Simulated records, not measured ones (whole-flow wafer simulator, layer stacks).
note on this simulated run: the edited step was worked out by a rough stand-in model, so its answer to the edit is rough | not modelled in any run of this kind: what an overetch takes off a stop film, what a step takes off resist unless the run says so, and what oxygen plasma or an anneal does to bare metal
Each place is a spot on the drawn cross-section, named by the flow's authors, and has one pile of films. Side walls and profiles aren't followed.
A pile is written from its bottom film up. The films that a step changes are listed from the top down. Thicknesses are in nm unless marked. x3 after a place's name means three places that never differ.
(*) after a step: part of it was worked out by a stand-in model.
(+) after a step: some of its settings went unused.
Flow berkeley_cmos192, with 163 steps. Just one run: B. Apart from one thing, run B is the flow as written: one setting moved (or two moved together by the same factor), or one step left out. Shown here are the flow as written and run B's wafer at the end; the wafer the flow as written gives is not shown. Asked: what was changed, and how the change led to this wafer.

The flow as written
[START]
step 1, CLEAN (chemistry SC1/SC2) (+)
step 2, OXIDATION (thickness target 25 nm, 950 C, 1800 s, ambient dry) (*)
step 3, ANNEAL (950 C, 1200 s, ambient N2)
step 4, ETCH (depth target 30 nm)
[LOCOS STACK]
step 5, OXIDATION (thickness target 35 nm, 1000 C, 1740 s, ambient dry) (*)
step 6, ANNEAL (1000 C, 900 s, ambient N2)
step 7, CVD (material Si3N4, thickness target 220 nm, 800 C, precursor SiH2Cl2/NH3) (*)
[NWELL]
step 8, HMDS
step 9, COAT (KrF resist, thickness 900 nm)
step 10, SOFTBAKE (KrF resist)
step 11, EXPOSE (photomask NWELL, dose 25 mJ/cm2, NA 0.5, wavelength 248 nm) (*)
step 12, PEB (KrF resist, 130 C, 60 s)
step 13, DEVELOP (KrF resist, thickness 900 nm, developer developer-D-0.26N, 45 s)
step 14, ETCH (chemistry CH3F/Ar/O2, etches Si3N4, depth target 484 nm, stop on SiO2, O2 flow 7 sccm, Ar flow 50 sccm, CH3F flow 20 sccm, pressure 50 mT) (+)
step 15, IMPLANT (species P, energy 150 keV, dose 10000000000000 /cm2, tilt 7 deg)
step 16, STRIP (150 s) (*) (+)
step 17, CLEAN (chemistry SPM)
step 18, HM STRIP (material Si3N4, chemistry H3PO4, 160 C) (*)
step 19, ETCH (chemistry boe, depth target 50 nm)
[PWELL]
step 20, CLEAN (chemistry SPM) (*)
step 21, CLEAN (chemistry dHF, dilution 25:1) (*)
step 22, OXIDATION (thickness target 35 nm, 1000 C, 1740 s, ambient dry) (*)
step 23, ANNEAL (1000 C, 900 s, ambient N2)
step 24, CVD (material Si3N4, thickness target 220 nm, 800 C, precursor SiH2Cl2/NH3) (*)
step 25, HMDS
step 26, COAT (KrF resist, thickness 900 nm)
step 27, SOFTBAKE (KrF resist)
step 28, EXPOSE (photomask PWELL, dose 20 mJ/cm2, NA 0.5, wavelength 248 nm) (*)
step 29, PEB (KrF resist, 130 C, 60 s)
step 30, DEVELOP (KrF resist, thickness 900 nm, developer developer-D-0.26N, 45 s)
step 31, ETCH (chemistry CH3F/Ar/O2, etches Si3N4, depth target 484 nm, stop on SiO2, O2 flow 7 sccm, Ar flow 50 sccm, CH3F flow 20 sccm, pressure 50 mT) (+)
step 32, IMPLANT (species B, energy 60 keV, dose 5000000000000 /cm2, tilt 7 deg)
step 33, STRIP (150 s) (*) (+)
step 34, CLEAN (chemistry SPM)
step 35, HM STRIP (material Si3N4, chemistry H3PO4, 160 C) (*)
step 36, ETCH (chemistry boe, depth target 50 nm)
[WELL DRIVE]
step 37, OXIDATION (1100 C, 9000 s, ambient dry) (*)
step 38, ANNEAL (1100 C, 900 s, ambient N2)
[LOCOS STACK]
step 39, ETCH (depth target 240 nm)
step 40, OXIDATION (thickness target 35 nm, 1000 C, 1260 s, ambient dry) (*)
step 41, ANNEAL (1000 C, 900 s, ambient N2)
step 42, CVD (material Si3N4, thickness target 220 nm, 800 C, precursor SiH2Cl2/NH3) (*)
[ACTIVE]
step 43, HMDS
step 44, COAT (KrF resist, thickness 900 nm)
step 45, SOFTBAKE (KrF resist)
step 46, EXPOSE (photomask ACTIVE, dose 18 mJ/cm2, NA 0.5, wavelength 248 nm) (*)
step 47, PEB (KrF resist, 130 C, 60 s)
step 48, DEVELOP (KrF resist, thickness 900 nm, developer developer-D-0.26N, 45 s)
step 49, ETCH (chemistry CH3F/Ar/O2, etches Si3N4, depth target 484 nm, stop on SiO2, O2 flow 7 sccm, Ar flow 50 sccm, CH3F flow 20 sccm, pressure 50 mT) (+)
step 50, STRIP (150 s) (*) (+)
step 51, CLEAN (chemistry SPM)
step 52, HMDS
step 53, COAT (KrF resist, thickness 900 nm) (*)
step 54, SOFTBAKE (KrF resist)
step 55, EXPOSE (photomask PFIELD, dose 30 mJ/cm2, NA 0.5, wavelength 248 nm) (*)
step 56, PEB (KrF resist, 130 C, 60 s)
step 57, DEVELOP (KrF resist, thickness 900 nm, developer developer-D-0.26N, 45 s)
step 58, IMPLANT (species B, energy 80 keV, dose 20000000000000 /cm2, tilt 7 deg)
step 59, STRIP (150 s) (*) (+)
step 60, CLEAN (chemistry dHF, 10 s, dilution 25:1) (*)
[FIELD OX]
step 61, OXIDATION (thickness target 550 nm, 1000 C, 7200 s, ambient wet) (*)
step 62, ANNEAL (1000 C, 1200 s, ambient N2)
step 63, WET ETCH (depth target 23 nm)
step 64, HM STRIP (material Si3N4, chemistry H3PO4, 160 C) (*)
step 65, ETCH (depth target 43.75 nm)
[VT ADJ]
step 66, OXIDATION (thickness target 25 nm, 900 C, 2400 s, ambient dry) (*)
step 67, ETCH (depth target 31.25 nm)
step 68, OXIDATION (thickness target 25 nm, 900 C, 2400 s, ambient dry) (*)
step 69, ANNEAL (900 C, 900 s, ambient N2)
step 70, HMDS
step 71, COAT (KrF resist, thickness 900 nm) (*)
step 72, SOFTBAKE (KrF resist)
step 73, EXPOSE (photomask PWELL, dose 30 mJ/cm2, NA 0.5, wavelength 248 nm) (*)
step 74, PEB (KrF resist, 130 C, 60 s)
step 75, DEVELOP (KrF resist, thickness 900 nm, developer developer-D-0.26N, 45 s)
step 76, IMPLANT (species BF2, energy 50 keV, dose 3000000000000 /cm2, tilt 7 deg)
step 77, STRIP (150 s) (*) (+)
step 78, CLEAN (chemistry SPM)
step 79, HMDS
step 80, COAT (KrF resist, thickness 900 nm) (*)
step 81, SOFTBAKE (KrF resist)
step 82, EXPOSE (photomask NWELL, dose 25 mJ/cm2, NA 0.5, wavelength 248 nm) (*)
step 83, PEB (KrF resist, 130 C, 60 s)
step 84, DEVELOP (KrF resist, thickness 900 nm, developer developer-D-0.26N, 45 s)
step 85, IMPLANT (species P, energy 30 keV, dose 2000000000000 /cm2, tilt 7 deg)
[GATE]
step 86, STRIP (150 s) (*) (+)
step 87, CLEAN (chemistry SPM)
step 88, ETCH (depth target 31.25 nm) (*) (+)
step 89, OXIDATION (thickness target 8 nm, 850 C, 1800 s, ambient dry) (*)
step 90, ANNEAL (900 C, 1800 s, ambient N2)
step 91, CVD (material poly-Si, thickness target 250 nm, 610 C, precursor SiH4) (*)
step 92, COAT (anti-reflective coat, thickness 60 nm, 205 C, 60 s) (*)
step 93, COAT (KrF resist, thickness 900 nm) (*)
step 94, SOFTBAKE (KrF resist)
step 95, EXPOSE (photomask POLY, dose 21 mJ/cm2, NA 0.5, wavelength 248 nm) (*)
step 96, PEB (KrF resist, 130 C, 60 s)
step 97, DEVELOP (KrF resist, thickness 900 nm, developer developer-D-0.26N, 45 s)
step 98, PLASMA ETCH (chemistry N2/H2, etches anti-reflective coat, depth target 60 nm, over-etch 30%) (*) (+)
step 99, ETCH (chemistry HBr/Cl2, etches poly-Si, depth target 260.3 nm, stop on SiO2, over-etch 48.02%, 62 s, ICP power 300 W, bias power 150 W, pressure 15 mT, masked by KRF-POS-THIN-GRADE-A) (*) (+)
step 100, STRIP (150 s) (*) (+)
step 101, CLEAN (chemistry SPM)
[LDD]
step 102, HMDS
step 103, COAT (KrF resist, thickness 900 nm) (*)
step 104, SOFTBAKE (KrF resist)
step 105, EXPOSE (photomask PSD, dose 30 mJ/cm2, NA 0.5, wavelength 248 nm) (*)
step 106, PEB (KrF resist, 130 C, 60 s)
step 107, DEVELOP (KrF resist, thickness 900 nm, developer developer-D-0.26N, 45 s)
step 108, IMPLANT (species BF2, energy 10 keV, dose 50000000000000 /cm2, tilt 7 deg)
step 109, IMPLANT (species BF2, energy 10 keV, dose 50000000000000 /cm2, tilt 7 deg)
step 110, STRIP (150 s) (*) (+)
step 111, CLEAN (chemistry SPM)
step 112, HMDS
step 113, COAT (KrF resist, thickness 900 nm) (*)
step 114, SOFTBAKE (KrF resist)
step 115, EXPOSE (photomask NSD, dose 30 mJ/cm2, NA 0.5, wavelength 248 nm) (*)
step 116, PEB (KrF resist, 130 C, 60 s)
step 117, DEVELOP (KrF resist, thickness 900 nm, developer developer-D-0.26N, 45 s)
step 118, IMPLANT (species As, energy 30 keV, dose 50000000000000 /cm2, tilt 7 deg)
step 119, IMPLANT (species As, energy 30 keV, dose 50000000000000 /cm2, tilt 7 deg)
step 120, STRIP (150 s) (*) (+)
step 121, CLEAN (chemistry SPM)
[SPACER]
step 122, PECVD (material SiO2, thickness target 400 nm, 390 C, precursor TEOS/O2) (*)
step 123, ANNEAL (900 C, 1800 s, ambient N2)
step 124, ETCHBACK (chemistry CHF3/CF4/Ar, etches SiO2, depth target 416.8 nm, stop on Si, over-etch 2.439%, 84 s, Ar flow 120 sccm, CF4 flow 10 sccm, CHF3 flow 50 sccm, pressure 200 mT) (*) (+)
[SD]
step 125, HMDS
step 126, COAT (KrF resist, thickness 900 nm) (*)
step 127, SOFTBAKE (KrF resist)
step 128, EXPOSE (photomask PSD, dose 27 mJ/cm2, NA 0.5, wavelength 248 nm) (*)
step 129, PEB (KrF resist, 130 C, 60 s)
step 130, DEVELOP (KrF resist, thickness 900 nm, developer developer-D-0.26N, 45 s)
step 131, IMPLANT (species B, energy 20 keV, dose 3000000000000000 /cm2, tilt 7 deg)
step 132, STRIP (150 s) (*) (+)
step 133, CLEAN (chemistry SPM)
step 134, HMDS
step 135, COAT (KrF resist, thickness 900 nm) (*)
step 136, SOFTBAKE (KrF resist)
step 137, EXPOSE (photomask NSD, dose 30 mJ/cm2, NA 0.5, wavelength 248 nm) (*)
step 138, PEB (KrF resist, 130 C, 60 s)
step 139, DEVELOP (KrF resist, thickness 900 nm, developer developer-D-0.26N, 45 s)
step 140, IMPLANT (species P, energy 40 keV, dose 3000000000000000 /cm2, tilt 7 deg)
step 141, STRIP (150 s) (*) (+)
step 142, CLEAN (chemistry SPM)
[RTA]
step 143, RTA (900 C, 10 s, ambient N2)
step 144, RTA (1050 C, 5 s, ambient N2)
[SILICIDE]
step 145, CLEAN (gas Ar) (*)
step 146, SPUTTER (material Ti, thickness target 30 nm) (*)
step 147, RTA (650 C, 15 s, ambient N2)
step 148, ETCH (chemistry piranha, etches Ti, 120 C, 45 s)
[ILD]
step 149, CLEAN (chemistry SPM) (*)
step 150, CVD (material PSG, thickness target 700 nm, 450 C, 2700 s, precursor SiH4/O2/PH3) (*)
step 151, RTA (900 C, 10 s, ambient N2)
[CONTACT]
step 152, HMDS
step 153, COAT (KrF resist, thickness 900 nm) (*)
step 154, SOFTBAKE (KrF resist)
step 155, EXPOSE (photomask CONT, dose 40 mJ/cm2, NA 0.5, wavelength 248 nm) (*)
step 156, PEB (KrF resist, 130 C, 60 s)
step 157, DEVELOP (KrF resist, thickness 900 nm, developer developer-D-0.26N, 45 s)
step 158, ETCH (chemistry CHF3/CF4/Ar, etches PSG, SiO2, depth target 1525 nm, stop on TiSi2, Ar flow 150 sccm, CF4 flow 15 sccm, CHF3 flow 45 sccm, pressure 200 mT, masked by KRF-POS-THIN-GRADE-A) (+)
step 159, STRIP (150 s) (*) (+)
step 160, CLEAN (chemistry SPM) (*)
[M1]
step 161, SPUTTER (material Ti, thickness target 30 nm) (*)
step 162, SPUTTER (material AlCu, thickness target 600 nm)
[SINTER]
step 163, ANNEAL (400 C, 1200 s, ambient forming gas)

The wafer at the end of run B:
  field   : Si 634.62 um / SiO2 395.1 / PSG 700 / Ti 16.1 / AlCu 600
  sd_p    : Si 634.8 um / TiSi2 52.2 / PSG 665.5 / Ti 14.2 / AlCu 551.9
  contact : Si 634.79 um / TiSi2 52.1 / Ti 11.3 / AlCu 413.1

The reason: step 161, SPUTTER: thickness target 16.05 nm was run, though the flow has thickness target 30 nm.
The wafer lets one read it off: field has Ti 16.1, and step 161 as written asks for 30 nm.

How this came from the change, step by step:
  step 161, SPUTTER (material Ti, thickness target 30 nm) (*)
      field, sd_n, spacer_n, gate, spacer_p, gate_p, m1: +16.1 Ti (new film) (as written it would have been: +30 Ti (new film))
      sd_p: +14.2 Ti (new film) (as written it would have been: +26.6 Ti (new film))
      (also at 1 further place)
